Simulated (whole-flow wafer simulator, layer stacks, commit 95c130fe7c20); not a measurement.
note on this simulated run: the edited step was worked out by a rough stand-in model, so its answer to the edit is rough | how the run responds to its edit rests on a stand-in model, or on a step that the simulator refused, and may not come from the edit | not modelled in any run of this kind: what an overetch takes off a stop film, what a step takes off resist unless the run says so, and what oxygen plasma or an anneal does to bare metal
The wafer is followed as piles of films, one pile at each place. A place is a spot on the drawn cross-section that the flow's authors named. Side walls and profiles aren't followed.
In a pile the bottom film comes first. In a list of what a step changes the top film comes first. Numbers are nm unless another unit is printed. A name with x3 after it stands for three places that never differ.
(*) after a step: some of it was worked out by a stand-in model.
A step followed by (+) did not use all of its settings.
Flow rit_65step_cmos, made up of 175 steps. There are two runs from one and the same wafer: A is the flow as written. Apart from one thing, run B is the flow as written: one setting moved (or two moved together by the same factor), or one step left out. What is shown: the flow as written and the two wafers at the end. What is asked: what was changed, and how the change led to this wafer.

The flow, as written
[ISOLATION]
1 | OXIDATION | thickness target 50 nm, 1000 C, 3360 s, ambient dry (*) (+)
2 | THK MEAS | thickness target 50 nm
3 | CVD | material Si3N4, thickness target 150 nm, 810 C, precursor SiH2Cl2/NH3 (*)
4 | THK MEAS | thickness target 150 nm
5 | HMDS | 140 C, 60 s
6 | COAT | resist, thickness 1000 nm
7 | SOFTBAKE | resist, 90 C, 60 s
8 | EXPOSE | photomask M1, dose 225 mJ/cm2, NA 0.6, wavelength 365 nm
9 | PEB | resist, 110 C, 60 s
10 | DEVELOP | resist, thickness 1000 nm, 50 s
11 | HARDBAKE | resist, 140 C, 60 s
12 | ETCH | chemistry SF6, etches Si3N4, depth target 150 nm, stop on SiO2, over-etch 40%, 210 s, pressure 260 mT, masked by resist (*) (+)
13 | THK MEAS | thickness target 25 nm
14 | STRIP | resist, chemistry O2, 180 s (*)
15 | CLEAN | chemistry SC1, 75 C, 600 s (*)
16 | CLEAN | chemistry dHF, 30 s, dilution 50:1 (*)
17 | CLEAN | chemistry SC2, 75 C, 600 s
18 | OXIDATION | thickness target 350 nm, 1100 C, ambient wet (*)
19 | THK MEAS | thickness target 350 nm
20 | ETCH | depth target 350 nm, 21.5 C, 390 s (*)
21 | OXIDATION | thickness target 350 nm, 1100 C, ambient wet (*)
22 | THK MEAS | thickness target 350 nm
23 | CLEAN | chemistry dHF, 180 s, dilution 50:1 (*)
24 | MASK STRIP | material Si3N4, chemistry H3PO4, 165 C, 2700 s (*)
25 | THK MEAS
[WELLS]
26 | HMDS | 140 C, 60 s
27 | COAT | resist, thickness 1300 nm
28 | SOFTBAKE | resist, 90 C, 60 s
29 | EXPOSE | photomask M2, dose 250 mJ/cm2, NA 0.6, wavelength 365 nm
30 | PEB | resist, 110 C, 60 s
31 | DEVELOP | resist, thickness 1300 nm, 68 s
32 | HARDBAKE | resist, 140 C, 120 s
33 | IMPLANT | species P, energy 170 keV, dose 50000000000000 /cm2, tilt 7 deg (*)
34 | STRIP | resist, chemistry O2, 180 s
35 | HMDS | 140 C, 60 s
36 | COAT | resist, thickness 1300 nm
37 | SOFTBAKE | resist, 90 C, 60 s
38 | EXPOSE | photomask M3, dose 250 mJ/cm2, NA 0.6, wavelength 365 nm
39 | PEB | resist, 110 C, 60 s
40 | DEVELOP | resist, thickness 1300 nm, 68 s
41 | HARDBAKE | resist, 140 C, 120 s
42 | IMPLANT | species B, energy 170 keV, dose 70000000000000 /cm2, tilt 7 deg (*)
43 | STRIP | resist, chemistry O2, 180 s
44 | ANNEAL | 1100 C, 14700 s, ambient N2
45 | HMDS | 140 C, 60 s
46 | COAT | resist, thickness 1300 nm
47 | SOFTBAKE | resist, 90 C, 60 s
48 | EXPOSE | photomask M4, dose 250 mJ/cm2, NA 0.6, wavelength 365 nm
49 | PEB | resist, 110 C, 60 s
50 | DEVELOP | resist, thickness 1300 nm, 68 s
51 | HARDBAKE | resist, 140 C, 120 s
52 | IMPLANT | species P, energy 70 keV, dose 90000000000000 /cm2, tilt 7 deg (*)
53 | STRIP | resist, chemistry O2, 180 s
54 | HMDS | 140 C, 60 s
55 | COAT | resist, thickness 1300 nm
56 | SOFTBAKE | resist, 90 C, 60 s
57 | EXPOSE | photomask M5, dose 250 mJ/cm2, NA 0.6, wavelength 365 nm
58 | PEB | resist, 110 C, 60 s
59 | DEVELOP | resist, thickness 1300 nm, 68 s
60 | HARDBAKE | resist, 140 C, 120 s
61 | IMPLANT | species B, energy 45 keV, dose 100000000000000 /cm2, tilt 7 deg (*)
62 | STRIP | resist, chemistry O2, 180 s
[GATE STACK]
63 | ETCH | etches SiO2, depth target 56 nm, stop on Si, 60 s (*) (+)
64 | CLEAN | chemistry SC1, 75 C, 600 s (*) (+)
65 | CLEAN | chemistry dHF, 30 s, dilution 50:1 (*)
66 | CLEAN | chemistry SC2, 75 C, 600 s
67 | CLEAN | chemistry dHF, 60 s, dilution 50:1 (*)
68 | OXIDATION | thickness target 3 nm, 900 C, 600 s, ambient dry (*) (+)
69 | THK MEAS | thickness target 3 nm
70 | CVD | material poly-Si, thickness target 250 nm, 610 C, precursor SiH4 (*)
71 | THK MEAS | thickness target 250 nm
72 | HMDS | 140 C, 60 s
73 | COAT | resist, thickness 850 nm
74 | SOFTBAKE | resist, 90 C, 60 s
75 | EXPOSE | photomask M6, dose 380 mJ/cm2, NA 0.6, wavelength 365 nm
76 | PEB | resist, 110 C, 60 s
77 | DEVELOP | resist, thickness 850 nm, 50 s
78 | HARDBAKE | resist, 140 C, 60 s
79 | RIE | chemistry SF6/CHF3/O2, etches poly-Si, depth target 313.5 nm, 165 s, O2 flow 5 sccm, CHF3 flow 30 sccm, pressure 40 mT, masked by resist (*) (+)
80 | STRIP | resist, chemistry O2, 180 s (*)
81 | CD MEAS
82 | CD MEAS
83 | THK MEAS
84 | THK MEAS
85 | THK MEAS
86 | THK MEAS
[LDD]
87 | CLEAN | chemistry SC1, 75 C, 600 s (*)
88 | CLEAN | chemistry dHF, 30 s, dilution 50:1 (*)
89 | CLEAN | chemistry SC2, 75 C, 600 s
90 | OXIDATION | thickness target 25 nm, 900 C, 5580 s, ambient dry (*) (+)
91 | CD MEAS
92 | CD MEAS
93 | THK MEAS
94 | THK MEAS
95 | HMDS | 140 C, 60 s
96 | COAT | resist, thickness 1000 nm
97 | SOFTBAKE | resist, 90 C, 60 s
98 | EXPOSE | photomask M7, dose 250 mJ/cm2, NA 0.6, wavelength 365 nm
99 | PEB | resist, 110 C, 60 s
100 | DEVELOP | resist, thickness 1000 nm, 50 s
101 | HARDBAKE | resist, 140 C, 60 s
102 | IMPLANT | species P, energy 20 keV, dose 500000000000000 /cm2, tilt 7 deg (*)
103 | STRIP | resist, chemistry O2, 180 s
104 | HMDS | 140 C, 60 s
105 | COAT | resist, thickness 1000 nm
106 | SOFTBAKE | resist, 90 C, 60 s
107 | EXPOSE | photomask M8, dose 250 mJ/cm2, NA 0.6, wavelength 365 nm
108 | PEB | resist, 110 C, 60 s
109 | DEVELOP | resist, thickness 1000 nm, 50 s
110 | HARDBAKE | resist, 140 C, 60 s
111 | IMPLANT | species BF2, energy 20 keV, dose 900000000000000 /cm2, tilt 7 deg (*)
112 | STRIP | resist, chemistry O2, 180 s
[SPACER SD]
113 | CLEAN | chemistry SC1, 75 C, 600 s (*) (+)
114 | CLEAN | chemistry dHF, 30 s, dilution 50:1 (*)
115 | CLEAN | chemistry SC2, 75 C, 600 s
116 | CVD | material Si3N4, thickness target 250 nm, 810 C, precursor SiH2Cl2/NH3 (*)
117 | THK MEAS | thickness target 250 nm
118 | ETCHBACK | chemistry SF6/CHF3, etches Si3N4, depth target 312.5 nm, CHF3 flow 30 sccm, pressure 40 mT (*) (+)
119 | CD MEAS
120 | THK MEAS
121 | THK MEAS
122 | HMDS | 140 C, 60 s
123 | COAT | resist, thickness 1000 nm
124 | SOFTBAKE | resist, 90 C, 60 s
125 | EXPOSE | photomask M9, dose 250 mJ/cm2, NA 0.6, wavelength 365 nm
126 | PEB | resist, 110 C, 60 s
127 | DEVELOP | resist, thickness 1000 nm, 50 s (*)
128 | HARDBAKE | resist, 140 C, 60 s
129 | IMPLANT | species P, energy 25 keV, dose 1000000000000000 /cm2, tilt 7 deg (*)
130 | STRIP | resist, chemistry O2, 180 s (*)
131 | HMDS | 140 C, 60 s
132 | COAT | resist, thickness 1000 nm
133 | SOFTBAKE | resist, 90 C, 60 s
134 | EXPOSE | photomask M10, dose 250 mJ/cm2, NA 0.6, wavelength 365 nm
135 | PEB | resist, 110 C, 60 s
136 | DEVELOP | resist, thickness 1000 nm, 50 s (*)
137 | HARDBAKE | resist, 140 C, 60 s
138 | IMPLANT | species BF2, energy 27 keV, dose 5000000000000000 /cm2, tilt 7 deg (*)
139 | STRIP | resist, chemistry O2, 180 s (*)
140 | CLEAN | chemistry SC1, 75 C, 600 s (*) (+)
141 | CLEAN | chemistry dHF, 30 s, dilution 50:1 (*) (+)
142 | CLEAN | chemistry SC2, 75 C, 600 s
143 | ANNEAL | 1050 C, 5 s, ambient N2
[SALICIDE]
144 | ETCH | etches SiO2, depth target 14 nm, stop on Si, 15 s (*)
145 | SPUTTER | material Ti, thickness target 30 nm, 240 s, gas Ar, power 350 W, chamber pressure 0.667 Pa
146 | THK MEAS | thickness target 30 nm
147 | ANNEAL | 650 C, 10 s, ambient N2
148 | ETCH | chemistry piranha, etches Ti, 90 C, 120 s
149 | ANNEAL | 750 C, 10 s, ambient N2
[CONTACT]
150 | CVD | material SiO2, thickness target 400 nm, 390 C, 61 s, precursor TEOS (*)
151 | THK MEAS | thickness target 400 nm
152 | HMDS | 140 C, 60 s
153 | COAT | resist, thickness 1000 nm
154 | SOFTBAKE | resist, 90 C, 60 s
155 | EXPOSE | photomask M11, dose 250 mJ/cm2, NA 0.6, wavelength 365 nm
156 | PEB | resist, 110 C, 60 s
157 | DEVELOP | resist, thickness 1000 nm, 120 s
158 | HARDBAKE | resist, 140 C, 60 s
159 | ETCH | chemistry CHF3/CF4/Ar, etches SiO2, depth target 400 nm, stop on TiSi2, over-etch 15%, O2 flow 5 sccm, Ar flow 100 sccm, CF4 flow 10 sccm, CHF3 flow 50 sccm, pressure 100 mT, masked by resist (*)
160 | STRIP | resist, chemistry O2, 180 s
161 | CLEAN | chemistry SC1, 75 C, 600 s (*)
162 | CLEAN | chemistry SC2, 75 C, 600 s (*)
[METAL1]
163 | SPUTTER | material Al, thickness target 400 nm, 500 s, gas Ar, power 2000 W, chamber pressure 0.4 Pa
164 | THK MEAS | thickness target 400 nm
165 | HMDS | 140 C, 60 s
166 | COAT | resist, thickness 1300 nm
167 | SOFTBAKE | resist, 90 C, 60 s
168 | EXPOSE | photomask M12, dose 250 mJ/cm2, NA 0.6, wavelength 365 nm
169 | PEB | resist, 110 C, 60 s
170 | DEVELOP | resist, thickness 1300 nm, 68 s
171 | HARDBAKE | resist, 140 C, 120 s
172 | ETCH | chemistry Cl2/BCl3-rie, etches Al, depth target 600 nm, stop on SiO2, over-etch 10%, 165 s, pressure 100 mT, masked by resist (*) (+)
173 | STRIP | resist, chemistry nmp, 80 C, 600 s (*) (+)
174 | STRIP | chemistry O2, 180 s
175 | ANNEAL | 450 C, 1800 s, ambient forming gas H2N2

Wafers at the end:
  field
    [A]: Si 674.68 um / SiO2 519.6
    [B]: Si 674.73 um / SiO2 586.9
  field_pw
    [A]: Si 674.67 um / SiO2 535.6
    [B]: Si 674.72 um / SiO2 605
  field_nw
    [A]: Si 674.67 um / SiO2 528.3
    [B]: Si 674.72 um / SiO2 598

Cause: step 20, ETCH: 176 s was run, whereas the flow has 390 s.

Step by step, how the change led to this:
  20 | ETCH | depth target 350 nm, 21.5 C, 390 s (*)
      field, field_p: A -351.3 SiO2 (all of it), -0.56 Si | B -171.9 SiO2
      field_pw, field_nw: A -355.4 SiO2 (all of it), -0.49 Si | B -171.9 SiO2
      (and at 10 other places as well)
  21 | OXIDATION | thickness target 350 nm, 1100 C, ambient wet (*)
      field, field_p: A +350 SiO2 (new film), -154 Si | B +238.9 SiO2, -105.1 Si
      field_pw, field_nw: A +350 SiO2 (new film), -154 Si | B +237 SiO2, -104.3 Si
  24 | MASK STRIP | material Si3N4, chemistry H3PO4, 165 C, 2700 s (*)
      active_n, active_p, gate_n and 7 more: A -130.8 Si3N4 (all of it), -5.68 SiO2 | B -133.5 Si3N4 (all of it), -5.58 SiO2
  27 | COAT | resist, thickness 1300 nm
      field_pw, field_nw: A +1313 resist (new film) | B +1247.2 resist (new film)
      field: A +1315.7 resist (new film) | B +1229.4 resist (new film)
      (and at 1 other place as well)
  30 | PEB | resist, 110 C, 60 s
      field, field_p: A -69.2 resist | B -64.5 resist
      field_pw, field_nw: A -69.1 resist | B -65.6 resist
  31 | DEVELOP | resist, thickness 1300 nm, 68 s
      field_nw: A -1243.9 resist (all of it) | B -1181.6 resist (all of it)
      field_p: A -1246.4 resist (all of it) | B -1165.1 resist (all of it)
  32 | HARDBAKE | resist, 140 C, 120 s
      field: A -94 resist | B -87 resist
      field_pw: A -93.8 resist | B -89.1 resist
  34 | STRIP | resist, chemistry O2, 180 s
      field: A -1152.5 resist (all of it) | B -1077.9 resist (all of it)
      field_pw: A -1150.2 resist (all of it) | B -1092.5 resist (all of it)
  36 | COAT | resist, thickness 1300 nm
      field_pw, field_nw: A +1313 resist (new film) | B +1247.2 resist (new film)
      field: A +1315.7 resist (new film) | B +1229.4 resist (new film)
      (and at 1 other place as well)
  39 | PEB | resist, 110 C, 60 s
      field, field_p: A -69.2 resist | B -64.5 resist
      field_pw, field_nw: A -69.1 resist | B -65.6 resist
  40 | DEVELOP | resist, thickness 1300 nm, 68 s
      field: A -1246.5 resist (all of it) | B -1164.9 resist (all of it)
      field_pw: A -1243.9 resist (all of it) | B -1181.6 resist (all of it)
  41 | HARDBAKE | resist, 140 C, 120 s
      field_nw: A -93.8 resist | B -89.1 resist
      field_p: A -94 resist | B -87 resist
  43 | STRIP | resist, chemistry O2, 180 s
      field_nw: A -1150.2 resist (all of it) | B -1092.5 resist (all of it)
      field_p: A -1152.5 resist (all of it) | B -1078.1 resist (all of it)
  46 | COAT | resist, thickness 1300 nm
      field_pw, field_nw: A +1313 resist (new film) | B +1247.2 resist (new film)
      field: A +1315.7 resist (new film) | B +1229.4 resist (new film)
      (and at 1 other place as well)
  49 | PEB | resist, 110 C, 60 s
      field, field_p: A -69.2 resist | B -64.5 resist
      field_pw, field_nw: A -69.1 resist | B -65.6 resist
  50 | DEVELOP | resist, thickness 1300 nm, 68 s
      field_nw: A -1243.9 resist (all of it) | B -1181.6 resist (all of it)
      field_p: A -1246.4 resist (all of it) | B -1165.1 resist (all of it)
  ... 37 other steps ...
  170 | DEVELOP | resist, thickness 1300 nm, 68 s
      field: A -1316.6 resist (all of it) | B -1229.9 resist (all of it)
      field_pw: A -1285.5 resist (all of it) | B -1221.5 resist (all of it)
      (and at 2 other places as well)
